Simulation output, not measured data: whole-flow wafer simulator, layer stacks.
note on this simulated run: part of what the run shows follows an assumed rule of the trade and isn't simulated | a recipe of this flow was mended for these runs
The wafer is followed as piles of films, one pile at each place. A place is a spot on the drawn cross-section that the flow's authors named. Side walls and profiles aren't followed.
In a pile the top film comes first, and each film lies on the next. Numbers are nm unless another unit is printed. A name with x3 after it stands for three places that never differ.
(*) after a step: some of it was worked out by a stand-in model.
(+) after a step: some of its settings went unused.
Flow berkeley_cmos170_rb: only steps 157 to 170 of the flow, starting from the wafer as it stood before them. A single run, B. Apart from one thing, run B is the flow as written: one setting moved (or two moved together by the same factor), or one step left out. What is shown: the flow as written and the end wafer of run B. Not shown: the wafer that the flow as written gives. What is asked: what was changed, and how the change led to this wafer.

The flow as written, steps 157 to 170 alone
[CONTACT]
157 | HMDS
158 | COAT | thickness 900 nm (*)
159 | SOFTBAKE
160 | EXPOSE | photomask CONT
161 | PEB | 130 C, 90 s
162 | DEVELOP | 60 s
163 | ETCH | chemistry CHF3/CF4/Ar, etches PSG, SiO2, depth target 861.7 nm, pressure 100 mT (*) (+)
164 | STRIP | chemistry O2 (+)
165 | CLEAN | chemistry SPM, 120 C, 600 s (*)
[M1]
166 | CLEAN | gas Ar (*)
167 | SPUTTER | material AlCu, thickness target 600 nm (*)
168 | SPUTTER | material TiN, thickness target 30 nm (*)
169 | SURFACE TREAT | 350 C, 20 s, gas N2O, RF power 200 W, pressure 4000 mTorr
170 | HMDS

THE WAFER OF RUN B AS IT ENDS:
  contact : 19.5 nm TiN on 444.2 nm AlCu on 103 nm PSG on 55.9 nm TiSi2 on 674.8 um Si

The reason: step 163, ETCH: depth target 591.6 nm was run, though the flow has depth target 861.7 nm.

How this came from the change, step by step:
  163 | ETCH | chemistry CHF3/CF4/Ar, etches PSG, SiO2, depth target 861.7 nm, pressure 100 mT (*) (+)
      contact: PSG loses 591.6 (as written it would have been: PSG loses 700 (all of it), TiSi2 loses 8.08)
      field, sd_n, spacer_n, gate, sd_p, spacer_p, gate_p, m1: KrF-resist loses 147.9 (as written it would have been: KrF-resist loses 215.4)
  164 | STRIP | chemistry O2 (+)
      field: KrF-resist loses 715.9 (all of it) (as written it would have been: KrF-resist loses 648.4 (all of it))
      sd_n: KrF-resist loses 840 (all of it) (as written it would have been: KrF-resist loses 772.5 (all of it))
      (also at 6 further places)
  166 | CLEAN | gas Ar (*)
      contact: PSG loses 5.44 (as written it would have been: TiSi2 loses 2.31)
  167 | SPUTTER | material AlCu, thickness target 600 nm (*)
      contact: AlCu gains 444.2 (new film) (as written it would have been: AlCu gains 415.5 (new film))
  168 | SPUTTER | material TiN, thickness target 30 nm (*)
      contact: TiN gains 19.5 (new film) (as written it would have been: TiN gains 16.3 (new film))
